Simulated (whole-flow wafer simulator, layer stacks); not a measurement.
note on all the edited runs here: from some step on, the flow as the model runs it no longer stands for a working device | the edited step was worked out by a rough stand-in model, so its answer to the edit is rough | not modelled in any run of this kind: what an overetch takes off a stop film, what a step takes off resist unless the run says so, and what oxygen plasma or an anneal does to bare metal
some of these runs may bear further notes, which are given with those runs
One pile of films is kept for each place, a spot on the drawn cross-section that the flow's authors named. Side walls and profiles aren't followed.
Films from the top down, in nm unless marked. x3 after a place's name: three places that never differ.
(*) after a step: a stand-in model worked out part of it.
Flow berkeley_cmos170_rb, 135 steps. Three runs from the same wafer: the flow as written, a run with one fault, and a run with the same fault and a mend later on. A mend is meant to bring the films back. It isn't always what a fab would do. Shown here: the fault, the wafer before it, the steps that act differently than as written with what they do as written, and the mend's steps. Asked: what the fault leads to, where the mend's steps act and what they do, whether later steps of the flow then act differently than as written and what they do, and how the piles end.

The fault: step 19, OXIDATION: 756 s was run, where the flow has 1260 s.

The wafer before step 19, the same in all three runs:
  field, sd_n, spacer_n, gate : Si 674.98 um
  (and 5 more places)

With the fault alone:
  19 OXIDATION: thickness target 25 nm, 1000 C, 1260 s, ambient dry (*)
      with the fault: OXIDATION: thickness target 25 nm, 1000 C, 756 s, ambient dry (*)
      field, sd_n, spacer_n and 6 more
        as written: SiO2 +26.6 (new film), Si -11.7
        with the fault: SiO2 +20.2 (new film), Si -8.91
  Later steps of the flow that act differently than as written:
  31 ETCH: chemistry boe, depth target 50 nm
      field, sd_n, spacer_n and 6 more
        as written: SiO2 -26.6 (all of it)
        with the fault: SiO2 -20.2 (all of it)
  At the end the piles differ from the flow's only slightly at the places that both follow, by at most 2% or 0.5 nm, whichever is larger.

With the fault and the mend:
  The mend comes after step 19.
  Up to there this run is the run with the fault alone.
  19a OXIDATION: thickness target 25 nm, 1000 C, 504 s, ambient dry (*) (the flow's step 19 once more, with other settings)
      field, sd_n, spacer_n and 6 more
        SiO2 +6.3, Si -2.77
  No later step of the flow acts differently than as written at any place that is followed.
  At the end the piles are the same as the flow's at every place that both follow.
